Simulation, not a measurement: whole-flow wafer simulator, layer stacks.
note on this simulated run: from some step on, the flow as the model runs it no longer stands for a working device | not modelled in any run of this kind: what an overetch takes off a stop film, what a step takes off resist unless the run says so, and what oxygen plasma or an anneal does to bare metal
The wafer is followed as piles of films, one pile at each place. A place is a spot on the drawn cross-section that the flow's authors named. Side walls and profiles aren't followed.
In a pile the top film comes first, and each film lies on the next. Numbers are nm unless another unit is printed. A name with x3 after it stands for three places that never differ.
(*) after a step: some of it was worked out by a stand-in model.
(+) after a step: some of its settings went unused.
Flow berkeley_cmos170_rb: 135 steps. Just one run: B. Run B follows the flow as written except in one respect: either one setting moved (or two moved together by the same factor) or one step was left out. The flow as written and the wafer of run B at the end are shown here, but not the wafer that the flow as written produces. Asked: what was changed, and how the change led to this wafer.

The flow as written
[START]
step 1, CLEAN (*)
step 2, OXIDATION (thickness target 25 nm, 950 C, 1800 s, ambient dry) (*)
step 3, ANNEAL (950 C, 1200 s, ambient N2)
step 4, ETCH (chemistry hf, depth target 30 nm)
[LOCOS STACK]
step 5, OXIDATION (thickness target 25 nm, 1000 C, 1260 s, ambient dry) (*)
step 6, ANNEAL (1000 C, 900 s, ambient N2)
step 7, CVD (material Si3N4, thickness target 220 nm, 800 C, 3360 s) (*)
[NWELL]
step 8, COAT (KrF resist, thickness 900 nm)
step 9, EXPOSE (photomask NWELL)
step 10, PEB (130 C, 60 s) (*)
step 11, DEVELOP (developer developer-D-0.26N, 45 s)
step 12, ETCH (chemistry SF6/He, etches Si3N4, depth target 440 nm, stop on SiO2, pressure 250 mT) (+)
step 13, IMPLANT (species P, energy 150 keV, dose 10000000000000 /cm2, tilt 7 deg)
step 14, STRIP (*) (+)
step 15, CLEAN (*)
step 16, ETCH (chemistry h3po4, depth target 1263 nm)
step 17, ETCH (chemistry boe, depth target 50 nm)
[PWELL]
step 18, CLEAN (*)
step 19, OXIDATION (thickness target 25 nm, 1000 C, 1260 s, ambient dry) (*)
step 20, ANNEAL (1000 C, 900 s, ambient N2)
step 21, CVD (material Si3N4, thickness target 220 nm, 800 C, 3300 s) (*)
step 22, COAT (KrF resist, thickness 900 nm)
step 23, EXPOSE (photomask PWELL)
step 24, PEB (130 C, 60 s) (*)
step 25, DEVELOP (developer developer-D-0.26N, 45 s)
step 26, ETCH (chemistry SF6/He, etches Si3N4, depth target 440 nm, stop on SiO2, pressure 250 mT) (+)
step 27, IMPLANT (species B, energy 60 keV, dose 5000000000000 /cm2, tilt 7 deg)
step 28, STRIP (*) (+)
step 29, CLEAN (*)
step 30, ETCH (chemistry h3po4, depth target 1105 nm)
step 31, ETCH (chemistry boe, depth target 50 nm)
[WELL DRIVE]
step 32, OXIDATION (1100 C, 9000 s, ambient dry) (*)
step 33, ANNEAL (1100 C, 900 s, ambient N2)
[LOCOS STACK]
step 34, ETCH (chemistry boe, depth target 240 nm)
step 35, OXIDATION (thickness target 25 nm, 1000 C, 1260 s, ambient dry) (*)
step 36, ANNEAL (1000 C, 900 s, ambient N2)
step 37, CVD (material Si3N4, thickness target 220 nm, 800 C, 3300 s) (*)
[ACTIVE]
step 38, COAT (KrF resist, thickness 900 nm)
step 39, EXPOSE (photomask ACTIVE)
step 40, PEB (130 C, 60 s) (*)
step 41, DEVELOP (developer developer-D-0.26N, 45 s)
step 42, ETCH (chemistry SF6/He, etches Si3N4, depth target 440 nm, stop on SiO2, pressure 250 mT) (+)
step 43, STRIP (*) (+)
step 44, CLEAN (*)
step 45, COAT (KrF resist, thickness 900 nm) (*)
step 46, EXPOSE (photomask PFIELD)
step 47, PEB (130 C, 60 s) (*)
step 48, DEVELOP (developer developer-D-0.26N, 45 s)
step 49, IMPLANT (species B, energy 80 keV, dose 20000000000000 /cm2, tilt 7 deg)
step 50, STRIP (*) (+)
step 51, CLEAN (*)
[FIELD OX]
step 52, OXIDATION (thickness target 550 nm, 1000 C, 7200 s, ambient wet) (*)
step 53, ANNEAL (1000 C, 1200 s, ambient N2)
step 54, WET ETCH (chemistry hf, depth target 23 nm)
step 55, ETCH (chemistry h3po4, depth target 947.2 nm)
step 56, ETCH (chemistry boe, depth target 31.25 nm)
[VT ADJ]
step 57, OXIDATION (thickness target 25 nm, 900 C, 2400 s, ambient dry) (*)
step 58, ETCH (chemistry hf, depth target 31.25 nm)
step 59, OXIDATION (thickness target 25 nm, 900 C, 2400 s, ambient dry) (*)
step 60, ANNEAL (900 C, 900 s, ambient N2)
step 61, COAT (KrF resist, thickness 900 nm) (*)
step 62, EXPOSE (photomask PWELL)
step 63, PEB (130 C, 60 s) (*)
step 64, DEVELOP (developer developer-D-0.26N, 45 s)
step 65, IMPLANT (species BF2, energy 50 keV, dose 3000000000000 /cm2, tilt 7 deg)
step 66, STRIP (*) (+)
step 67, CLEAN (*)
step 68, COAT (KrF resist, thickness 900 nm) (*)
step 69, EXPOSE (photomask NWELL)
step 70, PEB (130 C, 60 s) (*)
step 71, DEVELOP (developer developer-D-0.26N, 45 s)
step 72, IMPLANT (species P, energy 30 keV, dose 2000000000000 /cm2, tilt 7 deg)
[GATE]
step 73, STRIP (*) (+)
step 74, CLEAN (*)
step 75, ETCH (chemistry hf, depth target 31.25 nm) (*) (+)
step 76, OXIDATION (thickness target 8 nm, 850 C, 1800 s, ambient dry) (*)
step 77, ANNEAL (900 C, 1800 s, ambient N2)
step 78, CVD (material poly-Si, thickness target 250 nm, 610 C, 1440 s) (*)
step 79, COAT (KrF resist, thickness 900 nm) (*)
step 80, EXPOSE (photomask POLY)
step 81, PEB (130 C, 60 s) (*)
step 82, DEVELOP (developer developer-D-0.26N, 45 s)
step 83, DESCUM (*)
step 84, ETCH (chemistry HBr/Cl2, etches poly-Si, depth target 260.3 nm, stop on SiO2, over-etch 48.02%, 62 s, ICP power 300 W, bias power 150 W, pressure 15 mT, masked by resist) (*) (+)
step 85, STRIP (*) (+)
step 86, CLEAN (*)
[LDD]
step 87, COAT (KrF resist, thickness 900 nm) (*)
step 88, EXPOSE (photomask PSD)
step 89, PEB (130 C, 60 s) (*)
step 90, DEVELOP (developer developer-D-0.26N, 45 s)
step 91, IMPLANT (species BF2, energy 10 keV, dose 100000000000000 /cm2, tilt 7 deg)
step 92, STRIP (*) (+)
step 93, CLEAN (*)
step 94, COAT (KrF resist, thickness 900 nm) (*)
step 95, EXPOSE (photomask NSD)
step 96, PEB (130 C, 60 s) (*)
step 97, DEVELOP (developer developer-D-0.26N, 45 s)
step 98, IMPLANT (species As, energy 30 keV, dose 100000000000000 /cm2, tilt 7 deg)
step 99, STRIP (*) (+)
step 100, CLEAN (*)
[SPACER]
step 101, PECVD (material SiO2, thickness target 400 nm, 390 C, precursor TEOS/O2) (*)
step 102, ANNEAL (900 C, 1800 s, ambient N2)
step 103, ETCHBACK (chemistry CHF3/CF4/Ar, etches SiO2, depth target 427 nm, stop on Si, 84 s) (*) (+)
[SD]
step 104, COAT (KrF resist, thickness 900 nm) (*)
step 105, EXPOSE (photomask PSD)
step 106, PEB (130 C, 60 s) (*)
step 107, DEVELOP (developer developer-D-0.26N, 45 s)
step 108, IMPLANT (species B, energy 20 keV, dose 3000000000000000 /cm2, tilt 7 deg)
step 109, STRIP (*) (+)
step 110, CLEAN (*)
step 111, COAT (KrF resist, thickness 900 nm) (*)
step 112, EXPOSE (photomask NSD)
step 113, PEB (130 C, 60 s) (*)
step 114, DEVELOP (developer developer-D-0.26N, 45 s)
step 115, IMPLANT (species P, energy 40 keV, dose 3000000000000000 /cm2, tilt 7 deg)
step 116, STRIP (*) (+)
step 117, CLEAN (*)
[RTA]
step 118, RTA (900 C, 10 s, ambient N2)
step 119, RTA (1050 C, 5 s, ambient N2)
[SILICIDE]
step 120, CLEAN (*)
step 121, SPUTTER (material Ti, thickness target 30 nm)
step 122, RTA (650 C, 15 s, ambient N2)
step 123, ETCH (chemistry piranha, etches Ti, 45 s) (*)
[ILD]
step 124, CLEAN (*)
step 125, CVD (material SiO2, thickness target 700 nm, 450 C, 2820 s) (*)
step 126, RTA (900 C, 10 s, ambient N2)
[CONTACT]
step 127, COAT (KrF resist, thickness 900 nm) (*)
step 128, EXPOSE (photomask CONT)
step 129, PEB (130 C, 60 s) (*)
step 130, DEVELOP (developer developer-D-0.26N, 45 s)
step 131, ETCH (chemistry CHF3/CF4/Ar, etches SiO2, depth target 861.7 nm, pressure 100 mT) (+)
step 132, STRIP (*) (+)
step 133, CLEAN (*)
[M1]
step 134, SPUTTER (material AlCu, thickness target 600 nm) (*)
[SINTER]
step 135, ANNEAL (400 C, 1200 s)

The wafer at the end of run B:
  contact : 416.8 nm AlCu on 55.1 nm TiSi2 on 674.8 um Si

What caused this: step 131, ETCH: depth target 718.1 nm was run, while the flow as written has depth target 861.7 nm.

How this came from the change, step by step:
  step 131, ETCH (chemistry CHF3/CF4/Ar, etches SiO2, depth target 861.7 nm, pressure 100 mT) (+)
      field, sd_n, spacer_n, gate, sd_p, spacer_p, gate_p, m1: KrF resist loses 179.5 (as written it would have been: KrF resist loses 215.4)
      contact: SiO2 loses 700 (all of it), TiSi2 loses 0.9 (as written it would have been: SiO2 loses 700 (all of it), TiSi2 loses 8.08)
  step 132, STRIP (*) (+)
      field: KrF resist loses 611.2 (all of it) (as written it would have been: KrF resist loses 575.3 (all of it))
      sd_n: KrF resist loses 816.3 (all of it) (as written it would have been: KrF resist loses 780.4 (all of it))
      (and at 6 other places as well)
